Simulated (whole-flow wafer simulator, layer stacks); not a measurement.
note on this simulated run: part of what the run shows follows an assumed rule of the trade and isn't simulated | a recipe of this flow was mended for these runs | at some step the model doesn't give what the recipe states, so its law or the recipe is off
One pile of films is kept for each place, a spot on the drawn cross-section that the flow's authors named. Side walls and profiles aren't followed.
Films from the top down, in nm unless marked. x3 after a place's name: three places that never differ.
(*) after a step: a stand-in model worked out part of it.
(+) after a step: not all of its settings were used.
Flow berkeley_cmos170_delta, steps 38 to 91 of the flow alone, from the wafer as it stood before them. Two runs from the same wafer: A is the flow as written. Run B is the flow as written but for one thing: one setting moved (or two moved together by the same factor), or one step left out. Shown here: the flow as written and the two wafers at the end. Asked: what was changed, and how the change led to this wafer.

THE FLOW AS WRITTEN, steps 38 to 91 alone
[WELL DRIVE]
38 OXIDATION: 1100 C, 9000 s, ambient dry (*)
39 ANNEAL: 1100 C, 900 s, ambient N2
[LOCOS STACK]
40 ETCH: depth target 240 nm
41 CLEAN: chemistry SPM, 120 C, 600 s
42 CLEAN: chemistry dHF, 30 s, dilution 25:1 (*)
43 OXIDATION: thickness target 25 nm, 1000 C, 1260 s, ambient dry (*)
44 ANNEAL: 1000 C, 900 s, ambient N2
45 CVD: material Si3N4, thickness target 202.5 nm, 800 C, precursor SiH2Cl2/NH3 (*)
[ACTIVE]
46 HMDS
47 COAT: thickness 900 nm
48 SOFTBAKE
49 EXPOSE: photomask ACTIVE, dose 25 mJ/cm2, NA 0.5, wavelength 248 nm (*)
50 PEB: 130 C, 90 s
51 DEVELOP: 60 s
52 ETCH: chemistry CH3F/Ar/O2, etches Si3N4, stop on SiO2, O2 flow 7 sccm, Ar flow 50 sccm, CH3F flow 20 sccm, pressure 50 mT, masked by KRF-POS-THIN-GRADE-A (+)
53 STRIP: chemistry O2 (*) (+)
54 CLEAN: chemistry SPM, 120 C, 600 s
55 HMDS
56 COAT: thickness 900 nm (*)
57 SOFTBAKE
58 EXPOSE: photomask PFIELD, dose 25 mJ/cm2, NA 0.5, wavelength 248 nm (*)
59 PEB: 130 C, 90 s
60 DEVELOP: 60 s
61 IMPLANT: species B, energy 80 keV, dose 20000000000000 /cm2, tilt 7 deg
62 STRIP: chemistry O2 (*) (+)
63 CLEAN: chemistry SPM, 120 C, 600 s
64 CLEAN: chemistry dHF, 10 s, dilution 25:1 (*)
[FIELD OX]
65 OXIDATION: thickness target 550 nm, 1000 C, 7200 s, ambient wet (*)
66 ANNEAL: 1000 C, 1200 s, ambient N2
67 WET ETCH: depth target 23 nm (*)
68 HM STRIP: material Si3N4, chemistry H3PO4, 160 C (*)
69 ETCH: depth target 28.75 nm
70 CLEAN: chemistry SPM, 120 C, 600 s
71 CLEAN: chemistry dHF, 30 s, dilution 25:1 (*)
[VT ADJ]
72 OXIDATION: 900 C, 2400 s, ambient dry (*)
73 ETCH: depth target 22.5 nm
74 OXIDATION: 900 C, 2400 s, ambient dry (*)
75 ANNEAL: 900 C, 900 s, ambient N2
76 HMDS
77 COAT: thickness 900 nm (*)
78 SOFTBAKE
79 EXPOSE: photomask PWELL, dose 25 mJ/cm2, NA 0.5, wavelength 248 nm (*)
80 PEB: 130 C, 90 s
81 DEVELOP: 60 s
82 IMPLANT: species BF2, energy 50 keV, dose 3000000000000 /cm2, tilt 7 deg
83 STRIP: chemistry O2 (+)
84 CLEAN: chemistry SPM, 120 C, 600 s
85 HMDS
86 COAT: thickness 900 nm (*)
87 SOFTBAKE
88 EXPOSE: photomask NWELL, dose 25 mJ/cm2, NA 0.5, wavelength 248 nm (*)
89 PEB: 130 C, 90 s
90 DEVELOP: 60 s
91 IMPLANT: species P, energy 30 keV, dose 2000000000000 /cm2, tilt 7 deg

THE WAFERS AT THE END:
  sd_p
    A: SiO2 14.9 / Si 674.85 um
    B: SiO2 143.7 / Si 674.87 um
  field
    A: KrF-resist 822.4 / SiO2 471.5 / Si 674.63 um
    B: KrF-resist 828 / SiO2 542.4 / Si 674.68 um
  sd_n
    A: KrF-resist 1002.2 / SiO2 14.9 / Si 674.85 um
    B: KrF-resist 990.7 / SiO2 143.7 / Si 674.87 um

The cause: step 40, ETCH: depth target 240 nm, was left out.

How the change led to this, step by step:
  41 CLEAN: chemistry SPM, 120 C, 600 s
      field, sd_n, spacer_n and 6 more: A chemical SiO2 +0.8 (new film), Si -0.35 | B nothing
  42 CLEAN: chemistry dHF, 30 s, dilution 25:1 (*)
      field, sd_n, spacer_n and 6 more: A chemical SiO2 -0.8 (all of it) | B SiO2 -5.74
  43 OXIDATION: thickness target 25 nm, 1000 C, 1260 s, ambient dry (*)
      field, sd_n, spacer_n and 6 more: A SiO2 +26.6 (new film), Si -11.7 | B SiO2 +7.54, Si -3.32
  65 OXIDATION: thickness target 550 nm, 1000 C, 7200 s, ambient wet (*)
      sd_n, sd_p: A SiO2 +12.1 (new film), Si3N4 -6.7, SiO2 +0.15, Si -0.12 | B SiO2 +12.1 (new film), Si3N4 -6.7
      field: A SiO2 +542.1, Si -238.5 | B SiO2 +440.5, Si -193.8
  69 ETCH: depth target 28.75 nm
      spacer_n, gate, spacer_p, gate_p, contact, m1: A SiO2 -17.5 (all of it) | B SiO2 -28.8
      sd_n, sd_p: A SiO2 -17.6 (all of it) | B SiO2 -28.8
  70 CLEAN: chemistry SPM, 120 C, 600 s
      sd_n, spacer_n, gate, sd_p, spacer_p, gate_p, contact, m1: A chemical SiO2 +0.8 (new film), Si -0.35 | B nothing
  71 CLEAN: chemistry dHF, 30 s, dilution 25:1 (*)
      sd_n, spacer_n, gate, sd_p, spacer_p, gate_p, contact, m1: A chemical SiO2 -0.8 (all of it) | B SiO2 -5.74
  72 OXIDATION: 900 C, 2400 s, ambient dry (*)
      sd_n, spacer_n, gate, sd_p, spacer_p, gate_p, contact, m1: A SiO2 +14.9 (new film), Si -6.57 | B SiO2 +4.97, Si -2.19
  73 ETCH: depth target 22.5 nm
      sd_n, spacer_n, gate, sd_p, spacer_p, gate_p, contact, m1: A SiO2 -14.9 (all of it) | B SiO2 -22.5
  74 OXIDATION: 900 C, 2400 s, ambient dry (*)
      sd_n, spacer_n, gate, sd_p, spacer_p, gate_p, contact, m1: A SiO2 +14.9 (new film), Si -6.57 | B SiO2 +5.3, Si -2.33
